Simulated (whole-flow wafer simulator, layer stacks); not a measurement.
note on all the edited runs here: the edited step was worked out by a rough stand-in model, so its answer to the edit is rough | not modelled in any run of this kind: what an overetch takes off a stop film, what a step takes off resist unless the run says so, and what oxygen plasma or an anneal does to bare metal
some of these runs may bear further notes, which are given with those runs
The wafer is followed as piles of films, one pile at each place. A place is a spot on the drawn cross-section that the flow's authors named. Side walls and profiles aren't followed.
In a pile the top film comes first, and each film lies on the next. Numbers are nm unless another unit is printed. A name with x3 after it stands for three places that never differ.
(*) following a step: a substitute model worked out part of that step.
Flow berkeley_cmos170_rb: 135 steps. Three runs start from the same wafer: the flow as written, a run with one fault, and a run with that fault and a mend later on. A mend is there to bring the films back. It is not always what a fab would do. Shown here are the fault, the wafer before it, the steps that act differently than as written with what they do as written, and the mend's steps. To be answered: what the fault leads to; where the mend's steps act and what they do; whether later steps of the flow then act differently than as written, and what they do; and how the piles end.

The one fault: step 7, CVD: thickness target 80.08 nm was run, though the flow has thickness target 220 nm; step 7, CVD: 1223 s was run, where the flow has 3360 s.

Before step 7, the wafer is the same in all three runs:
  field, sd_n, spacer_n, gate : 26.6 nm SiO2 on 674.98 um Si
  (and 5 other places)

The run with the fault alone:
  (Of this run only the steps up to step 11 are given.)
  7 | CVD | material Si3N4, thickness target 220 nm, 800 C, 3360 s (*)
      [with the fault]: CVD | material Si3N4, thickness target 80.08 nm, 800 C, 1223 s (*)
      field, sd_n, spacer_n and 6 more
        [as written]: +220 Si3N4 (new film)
        [with the fault]: +80.1 Si3N4 (new film)
  None of the later steps of the flow up to step 11 acts differently than as written at any place that is followed.
  Once step 11 is done, the piles at field, sd_n, spacer_n and 6 more depart from the flow's by more than 2% or 0.5 nm, whichever is larger.
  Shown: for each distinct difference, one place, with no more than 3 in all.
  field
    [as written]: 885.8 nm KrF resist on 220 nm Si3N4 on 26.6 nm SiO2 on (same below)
    [with the fault]: 885.8 nm KrF resist on 80.1 nm Si3N4 on 26.6 nm SiO2 on (same below)
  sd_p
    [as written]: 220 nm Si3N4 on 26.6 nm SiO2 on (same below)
    [with the fault]: 80.1 nm Si3N4 on 26.6 nm SiO2 on (same below)

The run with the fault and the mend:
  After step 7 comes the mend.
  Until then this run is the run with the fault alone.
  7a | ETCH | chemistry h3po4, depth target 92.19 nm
      field, sd_n, spacer_n and 6 more
        -80.1 Si3N4 (all of it)
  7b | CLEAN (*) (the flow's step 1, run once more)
      alters no film at any place that is followed
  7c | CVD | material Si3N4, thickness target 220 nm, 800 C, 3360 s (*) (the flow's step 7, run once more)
      field, sd_n, spacer_n and 6 more
        +220 Si3N4 (new film)
  None of the later steps of the flow acts differently than as written at any place that is followed.
  By the end, the piles equal the flow's at every place that both follow.
